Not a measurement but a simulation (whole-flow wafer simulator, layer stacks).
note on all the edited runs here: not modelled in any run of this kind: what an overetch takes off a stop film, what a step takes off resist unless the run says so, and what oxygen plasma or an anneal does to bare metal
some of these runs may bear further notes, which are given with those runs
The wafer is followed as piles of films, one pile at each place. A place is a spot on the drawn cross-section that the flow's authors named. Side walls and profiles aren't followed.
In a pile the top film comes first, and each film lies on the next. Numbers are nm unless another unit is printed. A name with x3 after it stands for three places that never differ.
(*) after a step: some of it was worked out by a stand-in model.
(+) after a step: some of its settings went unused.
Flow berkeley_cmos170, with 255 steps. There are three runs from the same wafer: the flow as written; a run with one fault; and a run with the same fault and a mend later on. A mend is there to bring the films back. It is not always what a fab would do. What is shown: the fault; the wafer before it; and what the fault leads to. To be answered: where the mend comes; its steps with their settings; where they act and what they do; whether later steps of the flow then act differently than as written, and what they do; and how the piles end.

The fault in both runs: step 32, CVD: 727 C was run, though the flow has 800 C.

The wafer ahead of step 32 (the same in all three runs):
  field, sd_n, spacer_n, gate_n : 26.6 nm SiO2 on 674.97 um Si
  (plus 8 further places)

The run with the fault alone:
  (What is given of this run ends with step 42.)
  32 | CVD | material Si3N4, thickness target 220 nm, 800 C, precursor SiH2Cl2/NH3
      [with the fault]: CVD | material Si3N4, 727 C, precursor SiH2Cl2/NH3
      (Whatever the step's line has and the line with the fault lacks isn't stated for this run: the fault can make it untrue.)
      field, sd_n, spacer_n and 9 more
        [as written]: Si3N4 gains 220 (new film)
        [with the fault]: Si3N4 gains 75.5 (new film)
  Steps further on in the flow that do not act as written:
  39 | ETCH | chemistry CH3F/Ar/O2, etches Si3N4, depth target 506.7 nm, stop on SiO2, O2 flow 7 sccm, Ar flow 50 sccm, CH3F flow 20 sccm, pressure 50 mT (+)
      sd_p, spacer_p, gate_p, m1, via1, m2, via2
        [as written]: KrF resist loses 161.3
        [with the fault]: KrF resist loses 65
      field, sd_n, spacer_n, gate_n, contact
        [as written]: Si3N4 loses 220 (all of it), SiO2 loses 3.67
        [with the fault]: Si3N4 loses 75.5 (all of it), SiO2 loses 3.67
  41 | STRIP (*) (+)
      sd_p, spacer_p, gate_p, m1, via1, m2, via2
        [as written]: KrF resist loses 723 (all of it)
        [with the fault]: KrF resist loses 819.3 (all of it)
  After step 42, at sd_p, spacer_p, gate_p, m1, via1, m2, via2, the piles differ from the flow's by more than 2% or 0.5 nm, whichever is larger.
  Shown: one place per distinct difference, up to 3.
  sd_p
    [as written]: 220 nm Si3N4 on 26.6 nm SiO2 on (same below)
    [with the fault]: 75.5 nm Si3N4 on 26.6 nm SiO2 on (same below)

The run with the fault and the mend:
  After step 38 comes the mend.
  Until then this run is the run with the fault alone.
  38a | STRIP (*) (+)
      sd_p, spacer_p, gate_p, m1, via1, m2, via2
        KrF resist loses 884.4 (all of it)
  38b | CLEAN | chemistry SPM (a further turn of the flow's step 25)
      alters no film at any place that is followed
  38c | CVD | material Si3N4, thickness target 144 nm, 800 C, precursor SiH2Cl2/NH3 (a further turn of the flow's step 32, with different settings)
      field, sd_n, spacer_n and 9 more
        Si3N4 gains 144
  38d | HMDS (a further turn of the flow's step 33)
      alters no film at any place that is followed
  38e | COAT | KrF resist, thickness 900 nm (a further turn of the flow's step 34)
      field, sd_n, spacer_n and 9 more
        KrF resist gains 900 (new film)
  38f | SOFTBAKE | KrF resist (a further turn of the flow's step 35)
      alters no film at any place that is followed
  38g | EXPOSE | photomask PWELL, dose 19 mJ/cm2, NA 0.5, wavelength 248 nm (*) (a further turn of the flow's step 36)
      alters no film at any place that is followed
  38h | PEB | KrF resist, 130 C (a further turn of the flow's step 37)
      field, sd_n, spacer_n and 9 more
        KrF resist loses 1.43
  38i | DEVELOP | KrF resist, thickness 900 nm, developer developer-D-0.26N (a further turn of the flow's step 38)
      sd_p, spacer_p, gate_p, m1, via1, m2, via2
        KrF resist loses 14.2
      field, sd_n, spacer_n, gate_n, contact
        KrF resist loses 898.6 (all of it)
  Later steps of the flow that are run all act as written at every place that is followed, up to a difference of at most 2% or 0.5 nm, whichever is larger.
  At every place that both follow, the piles at the end match the flow's.
